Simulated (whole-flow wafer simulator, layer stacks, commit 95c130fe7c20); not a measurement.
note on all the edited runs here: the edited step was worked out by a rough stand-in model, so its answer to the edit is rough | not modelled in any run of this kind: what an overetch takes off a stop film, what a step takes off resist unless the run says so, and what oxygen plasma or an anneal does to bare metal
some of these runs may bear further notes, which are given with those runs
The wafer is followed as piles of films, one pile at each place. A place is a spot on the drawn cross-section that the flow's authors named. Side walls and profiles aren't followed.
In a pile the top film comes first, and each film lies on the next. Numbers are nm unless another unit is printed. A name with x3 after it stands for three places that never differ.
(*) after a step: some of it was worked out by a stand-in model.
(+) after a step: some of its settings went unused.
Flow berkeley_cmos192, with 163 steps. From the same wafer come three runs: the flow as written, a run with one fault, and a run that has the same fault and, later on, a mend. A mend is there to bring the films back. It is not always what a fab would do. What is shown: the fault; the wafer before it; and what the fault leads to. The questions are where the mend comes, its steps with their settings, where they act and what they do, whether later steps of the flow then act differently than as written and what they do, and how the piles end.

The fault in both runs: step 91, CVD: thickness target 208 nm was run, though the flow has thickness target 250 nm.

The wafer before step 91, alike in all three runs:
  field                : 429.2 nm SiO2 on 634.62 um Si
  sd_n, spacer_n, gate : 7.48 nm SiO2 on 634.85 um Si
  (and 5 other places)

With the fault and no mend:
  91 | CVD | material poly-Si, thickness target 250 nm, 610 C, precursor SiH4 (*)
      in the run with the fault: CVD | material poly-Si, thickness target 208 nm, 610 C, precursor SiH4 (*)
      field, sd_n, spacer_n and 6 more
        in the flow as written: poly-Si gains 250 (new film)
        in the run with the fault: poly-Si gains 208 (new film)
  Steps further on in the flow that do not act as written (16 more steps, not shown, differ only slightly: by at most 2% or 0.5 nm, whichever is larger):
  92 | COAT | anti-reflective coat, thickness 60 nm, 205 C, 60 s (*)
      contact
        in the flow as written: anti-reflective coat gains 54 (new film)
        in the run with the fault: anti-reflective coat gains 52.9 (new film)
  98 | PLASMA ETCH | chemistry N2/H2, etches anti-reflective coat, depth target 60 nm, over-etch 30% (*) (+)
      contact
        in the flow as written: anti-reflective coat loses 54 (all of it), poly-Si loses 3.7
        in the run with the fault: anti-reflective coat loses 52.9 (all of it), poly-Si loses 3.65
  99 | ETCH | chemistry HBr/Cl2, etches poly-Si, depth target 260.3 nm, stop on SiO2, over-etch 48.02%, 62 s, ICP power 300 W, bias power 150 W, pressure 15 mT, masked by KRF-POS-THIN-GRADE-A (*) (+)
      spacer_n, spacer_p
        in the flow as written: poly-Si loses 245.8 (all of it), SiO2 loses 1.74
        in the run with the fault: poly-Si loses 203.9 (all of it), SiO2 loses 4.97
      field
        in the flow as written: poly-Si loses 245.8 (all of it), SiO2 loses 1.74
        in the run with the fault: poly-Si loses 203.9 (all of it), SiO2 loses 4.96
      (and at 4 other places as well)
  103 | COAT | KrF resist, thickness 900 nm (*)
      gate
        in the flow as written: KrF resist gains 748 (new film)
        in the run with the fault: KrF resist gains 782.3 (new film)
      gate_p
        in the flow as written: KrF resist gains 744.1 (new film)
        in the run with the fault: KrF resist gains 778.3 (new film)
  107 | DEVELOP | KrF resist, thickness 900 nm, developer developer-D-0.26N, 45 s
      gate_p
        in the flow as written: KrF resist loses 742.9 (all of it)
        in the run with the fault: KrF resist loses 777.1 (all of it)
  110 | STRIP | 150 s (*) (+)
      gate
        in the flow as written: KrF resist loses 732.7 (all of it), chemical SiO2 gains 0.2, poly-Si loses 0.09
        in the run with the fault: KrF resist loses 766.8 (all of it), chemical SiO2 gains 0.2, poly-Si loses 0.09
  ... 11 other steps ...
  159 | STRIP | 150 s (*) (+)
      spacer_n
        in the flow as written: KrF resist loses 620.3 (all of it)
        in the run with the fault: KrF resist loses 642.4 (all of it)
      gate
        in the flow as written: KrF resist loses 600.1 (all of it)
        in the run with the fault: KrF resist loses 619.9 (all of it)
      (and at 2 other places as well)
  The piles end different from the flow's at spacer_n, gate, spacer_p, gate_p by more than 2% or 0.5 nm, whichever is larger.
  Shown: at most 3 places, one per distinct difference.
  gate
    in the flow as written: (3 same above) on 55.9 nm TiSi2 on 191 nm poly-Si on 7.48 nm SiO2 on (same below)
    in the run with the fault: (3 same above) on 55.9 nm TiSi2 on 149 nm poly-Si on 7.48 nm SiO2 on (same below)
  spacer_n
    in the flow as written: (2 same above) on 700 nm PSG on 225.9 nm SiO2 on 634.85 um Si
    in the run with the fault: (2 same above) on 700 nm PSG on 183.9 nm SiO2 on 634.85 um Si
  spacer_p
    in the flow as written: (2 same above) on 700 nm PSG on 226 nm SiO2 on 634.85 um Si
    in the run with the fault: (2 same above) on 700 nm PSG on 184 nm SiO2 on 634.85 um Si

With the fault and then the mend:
  The mend follows step 91.
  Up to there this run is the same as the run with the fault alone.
  91a | ETCH | chemistry tmah, depth target 239.2 nm
      field, sd_n, spacer_n and 6 more
        poly-Si loses 208 (all of it)
  91b | CLEAN | chemistry SPM (a further turn of the flow's step 87)
      does not change any film at any place that is followed
  91c | CVD | material poly-Si, thickness target 250 nm, 610 C, precursor SiH4 (*) (a further turn of the flow's step 91)
      field, sd_n, spacer_n and 6 more
        poly-Si gains 250 (new film)
  Every later step of the flow that is run acts as written at every place that is followed.
  At every place that both follow, the piles at the end match the flow's.
